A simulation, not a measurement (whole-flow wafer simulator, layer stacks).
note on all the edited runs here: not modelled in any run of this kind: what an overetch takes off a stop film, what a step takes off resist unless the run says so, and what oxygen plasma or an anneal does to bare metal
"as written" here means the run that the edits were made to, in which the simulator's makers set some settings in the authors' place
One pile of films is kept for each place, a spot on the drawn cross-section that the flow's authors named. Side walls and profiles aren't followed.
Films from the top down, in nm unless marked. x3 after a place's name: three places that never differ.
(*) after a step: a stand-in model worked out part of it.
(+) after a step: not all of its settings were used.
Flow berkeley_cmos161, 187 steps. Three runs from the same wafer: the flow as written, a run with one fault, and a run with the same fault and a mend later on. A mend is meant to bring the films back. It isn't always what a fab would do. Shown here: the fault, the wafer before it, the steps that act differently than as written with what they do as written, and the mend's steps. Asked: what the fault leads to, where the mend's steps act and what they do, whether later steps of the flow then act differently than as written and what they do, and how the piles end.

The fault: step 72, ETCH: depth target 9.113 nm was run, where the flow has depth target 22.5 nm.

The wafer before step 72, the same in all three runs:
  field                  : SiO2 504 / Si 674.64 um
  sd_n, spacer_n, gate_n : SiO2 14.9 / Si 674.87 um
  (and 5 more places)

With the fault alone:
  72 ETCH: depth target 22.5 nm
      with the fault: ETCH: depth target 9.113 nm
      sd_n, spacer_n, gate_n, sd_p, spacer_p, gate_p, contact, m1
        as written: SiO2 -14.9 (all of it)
        with the fault: SiO2 -9.11
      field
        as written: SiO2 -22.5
        with the fault: SiO2 -9.11
  Later steps of the flow that act differently than as written (45 more steps differ only slightly, by at most 2% or 0.5 nm, whichever is larger, and aren't shown):
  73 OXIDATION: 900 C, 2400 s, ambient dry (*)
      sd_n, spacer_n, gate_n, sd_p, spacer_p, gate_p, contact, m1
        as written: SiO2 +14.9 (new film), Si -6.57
        with the fault: SiO2 +11, Si -4.85
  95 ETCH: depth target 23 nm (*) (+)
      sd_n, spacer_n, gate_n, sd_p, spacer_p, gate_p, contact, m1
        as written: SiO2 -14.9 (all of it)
        with the fault: SiO2 -16.8 (all of it)
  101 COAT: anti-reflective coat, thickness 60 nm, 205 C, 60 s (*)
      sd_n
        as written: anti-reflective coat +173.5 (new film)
        with the fault: anti-reflective coat +182.7 (new film)
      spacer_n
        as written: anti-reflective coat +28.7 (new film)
        with the fault: anti-reflective coat +26.6 (new film)
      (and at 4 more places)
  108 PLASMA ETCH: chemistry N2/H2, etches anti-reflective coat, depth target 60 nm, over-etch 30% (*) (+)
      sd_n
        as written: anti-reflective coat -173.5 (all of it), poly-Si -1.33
        with the fault: anti-reflective coat -182.7 (all of it), poly-Si -1.41
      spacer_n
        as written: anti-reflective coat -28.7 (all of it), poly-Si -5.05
        with the fault: anti-reflective coat -26.6 (all of it), poly-Si -5.41
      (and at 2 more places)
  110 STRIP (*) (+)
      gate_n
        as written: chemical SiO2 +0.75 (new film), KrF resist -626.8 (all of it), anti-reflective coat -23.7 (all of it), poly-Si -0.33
        with the fault: chemical SiO2 +0.75 (new film), KrF resist -634.4 (all of it), anti-reflective coat -21.6 (all of it), poly-Si -0.33
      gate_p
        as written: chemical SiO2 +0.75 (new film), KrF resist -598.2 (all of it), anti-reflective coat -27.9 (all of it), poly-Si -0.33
        with the fault: chemical SiO2 +0.75 (new film), KrF resist -602.7 (all of it), anti-reflective coat -26.8 (all of it), poly-Si -0.33
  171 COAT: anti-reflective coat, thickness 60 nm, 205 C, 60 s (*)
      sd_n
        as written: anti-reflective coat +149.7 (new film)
        with the fault: anti-reflective coat +159.4 (new film)
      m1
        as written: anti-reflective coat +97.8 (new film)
        with the fault: anti-reflective coat +100.5 (new film)
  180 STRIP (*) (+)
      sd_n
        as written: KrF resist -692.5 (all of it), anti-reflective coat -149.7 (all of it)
        with the fault: KrF resist -690.4 (all of it), anti-reflective coat -159.4 (all of it)
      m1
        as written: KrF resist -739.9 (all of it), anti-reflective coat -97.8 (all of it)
        with the fault: KrF resist -744.3 (all of it), anti-reflective coat -100.5 (all of it)
  At the end the piles differ from the flow's by more than 2% or 0.5 nm, whichever is larger, at field.
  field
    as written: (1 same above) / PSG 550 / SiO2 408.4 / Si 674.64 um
    with the fault: (1 same above) / PSG 550 / SiO2 421.7 / Si 674.64 um

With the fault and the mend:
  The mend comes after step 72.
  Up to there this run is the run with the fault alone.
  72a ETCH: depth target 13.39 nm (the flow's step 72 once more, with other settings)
      sd_n, spacer_n, gate_n, sd_p, spacer_p, gate_p, contact, m1
        SiO2 -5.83 (all of it)
      field
        SiO2 -13.4
  No later step of the flow acts differently than as written, at any place that is followed, by more than 2% or 0.5 nm, whichever is larger.
  At the end the piles are the same as the flow's at every place that both follow.
